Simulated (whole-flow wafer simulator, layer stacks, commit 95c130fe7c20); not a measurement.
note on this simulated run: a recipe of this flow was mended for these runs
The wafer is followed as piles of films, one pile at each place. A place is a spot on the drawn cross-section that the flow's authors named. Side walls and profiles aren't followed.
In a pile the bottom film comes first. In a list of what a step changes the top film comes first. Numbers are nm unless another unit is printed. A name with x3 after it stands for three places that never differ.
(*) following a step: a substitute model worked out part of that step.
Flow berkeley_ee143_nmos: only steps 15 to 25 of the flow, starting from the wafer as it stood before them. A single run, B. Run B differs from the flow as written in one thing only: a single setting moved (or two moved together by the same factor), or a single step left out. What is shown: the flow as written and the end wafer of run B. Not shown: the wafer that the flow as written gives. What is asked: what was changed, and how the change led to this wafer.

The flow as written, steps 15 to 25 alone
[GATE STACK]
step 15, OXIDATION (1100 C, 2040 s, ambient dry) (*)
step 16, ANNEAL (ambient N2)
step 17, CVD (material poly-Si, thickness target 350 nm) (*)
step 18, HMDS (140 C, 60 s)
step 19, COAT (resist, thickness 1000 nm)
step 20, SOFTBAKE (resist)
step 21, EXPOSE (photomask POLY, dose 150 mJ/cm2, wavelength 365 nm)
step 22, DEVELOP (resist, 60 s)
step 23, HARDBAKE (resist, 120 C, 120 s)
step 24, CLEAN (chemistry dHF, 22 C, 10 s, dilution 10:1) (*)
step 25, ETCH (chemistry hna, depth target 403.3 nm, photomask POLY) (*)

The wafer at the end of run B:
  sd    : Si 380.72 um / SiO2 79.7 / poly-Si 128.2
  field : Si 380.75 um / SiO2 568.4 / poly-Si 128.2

Cause: step 25, ETCH: depth target 221.8 nm was run, though the flow has depth target 403.3 nm.

How this came from the change, step by step:
  step 25, ETCH (chemistry hna, depth target 403.3 nm, photomask POLY) (*)
      sd, contact, field: -221.8 poly-Si (in the flow as written it would be: -350 poly-Si (all of it), -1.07 SiO2)
